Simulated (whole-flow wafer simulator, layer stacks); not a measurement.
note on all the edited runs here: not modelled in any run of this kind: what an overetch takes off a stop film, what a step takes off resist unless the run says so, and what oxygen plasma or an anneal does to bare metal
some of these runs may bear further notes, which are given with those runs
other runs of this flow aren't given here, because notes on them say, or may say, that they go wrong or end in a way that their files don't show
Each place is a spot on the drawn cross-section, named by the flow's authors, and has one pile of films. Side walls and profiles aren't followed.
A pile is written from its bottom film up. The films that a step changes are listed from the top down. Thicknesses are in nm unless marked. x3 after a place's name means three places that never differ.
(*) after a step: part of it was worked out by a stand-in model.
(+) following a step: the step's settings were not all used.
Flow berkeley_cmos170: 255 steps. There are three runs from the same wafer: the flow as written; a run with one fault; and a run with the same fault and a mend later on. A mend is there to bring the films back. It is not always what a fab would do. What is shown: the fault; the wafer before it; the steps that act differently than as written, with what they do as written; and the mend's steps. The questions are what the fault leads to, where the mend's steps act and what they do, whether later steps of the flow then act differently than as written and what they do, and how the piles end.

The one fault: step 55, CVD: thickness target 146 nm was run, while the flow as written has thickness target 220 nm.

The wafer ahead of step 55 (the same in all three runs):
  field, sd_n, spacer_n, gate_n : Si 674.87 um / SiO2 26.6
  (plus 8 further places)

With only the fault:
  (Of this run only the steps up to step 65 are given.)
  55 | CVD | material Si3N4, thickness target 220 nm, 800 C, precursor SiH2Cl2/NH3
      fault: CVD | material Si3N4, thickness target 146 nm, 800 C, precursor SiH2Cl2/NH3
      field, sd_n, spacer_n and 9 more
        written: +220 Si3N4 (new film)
        fault: +146 Si3N4 (new film)
  Steps later in the flow that act otherwise than as written:
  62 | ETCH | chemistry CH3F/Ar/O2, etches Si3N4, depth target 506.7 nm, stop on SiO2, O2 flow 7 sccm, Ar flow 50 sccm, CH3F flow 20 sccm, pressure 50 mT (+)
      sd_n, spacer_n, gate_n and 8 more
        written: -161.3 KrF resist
        fault: -112 KrF resist
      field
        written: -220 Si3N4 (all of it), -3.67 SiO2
        fault: -146 Si3N4 (all of it), -3.67 SiO2
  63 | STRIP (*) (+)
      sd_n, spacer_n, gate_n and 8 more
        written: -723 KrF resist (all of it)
        fault: -772.4 KrF resist (all of it)
  The piles after step 65 differ from the flow's at sd_n, spacer_n, gate_n and 8 more by more than 2% or 0.5 nm, whichever is larger.
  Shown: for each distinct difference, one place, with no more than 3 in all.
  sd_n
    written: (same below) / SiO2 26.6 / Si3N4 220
    fault: (same below) / SiO2 26.6 / Si3N4 146

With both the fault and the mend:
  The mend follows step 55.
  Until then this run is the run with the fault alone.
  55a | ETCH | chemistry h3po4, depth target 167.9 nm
      field, sd_n, spacer_n and 9 more
        -146 Si3N4 (all of it)
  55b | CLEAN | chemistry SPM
      leaves every film unchanged at each place that is followed
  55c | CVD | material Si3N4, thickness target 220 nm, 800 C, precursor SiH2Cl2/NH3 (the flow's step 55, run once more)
      field, sd_n, spacer_n and 9 more
        +220 Si3N4 (new film)
  Every later step of the flow that is run acts as written at every place that is followed.
  By the end, the piles equal the flow's at every place that both follow.
